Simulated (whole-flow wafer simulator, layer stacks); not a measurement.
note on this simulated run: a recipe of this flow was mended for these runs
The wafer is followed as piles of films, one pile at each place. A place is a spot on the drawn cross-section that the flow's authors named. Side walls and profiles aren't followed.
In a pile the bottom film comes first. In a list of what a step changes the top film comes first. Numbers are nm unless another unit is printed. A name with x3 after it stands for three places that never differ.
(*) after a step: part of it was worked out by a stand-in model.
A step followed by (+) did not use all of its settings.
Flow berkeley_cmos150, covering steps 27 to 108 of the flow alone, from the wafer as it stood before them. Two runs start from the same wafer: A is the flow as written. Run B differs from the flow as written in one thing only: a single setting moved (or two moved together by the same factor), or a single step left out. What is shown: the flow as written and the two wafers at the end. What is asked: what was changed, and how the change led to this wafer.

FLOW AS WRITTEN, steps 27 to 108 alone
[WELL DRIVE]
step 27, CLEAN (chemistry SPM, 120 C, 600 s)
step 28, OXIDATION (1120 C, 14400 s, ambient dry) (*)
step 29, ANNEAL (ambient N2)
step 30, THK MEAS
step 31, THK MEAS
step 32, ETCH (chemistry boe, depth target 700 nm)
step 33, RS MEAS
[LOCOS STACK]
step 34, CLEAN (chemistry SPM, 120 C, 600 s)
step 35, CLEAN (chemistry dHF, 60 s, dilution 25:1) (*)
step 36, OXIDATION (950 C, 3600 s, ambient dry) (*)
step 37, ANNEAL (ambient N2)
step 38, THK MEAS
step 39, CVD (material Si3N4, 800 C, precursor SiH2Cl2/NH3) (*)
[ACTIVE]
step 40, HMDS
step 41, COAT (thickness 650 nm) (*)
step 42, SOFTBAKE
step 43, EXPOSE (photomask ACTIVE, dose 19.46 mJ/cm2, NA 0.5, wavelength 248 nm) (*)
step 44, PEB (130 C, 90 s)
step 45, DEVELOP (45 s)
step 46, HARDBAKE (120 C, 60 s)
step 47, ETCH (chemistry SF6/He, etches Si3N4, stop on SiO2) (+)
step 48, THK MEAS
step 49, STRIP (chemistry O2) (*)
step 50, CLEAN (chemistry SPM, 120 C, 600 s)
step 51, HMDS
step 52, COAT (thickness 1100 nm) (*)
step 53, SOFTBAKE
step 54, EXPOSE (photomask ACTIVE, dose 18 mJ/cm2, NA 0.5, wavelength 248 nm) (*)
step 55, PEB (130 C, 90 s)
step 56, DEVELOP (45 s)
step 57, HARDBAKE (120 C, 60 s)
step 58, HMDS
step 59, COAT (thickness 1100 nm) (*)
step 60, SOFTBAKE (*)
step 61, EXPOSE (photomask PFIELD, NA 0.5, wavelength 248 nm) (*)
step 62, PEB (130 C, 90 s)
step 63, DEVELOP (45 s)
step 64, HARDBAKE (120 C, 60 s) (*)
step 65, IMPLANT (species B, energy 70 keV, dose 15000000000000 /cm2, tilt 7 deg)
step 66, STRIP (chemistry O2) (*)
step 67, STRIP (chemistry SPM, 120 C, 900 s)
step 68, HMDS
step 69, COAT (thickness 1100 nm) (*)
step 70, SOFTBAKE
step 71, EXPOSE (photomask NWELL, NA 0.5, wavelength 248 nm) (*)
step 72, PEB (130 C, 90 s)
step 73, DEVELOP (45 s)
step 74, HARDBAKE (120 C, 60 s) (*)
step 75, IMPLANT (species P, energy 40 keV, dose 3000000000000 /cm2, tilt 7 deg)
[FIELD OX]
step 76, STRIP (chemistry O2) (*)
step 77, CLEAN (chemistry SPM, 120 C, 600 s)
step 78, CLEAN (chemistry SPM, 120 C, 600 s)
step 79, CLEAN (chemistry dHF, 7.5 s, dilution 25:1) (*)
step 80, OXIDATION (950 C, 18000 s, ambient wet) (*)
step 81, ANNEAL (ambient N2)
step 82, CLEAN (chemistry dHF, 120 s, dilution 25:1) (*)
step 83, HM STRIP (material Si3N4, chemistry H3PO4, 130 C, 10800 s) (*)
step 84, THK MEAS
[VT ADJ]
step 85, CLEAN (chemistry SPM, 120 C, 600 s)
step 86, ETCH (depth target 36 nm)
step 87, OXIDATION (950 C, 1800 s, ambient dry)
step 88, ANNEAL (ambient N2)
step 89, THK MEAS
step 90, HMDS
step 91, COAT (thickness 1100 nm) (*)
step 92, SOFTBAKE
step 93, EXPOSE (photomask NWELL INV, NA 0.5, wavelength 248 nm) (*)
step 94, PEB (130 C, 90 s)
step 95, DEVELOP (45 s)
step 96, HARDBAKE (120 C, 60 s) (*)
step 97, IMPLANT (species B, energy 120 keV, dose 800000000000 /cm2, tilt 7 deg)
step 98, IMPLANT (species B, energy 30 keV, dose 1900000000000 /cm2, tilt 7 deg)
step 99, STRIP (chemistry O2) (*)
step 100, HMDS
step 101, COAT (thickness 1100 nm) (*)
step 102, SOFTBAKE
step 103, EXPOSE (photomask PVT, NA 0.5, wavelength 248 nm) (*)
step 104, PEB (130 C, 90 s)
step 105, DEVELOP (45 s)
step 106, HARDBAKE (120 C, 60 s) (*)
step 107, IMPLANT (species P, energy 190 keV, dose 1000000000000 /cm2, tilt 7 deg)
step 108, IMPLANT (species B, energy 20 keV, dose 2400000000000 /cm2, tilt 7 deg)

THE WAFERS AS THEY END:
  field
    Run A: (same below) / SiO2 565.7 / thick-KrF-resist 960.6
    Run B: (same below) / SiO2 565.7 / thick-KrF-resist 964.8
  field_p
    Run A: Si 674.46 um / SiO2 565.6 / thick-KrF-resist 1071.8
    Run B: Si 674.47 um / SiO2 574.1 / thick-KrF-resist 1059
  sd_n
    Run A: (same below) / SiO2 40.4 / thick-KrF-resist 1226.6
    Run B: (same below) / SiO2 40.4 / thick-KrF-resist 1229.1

What caused this: step 32, ETCH: depth target 510 nm was run, while the flow as written has depth target 700 nm.

The path from the change to this, step by step:
  step 32, ETCH (chemistry boe, depth target 700 nm)
      field_p, sd_p, gate_p: A -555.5 SiO2 (all of it) | B -510 SiO2
  step 34, CLEAN (chemistry SPM, 120 C, 600 s)
      field_p, sd_p, gate_p: A +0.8 chemical SiO2 (new film), -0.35 Si | B nothing
  step 35, CLEAN (chemistry dHF, 60 s, dilution 25:1) (*)
      field_p, sd_p, gate_p: A -0.8 chemical SiO2 (all of it) | B -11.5 SiO2
  step 36, OXIDATION (950 C, 3600 s, ambient dry) (*)
      field_p, sd_p, gate_p: A +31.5 SiO2 (new film), -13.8 Si | B +18.6 SiO2, -8.17 Si
  step 41, COAT (thickness 650 nm) (*)
      field: A +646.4 KrF-resist (new film) | B +623.2 KrF-resist (new film)
  step 45, DEVELOP (45 s)
      field: A -645 KrF-resist (all of it) | B -621.8 KrF-resist (all of it)
  step 80, OXIDATION (950 C, 18000 s, ambient wet) (*)
      gate_p: A +10.3 SiO2 (new film), -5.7 Si3N4 | B +10.3 SiO2 (new film), -5.7 Si3N4, +0.22 SiO2, -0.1 Si
      field_p: A +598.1 SiO2, -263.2 Si | B +585.5 SiO2, -257.6 Si
  step 86, ETCH (depth target 36 nm)
      sd_p, gate_p: A -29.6 SiO2 (all of it) | B -36 SiO2
  step 87, OXIDATION (950 C, 1800 s, ambient dry)
      sd_p: A +20.4 SiO2 (new film), -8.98 Si | B +15.1 SiO2, -6.66 Si
      gate_p: A +20.4 SiO2 (new film), -8.98 Si | B +15.1 SiO2, -6.64 Si
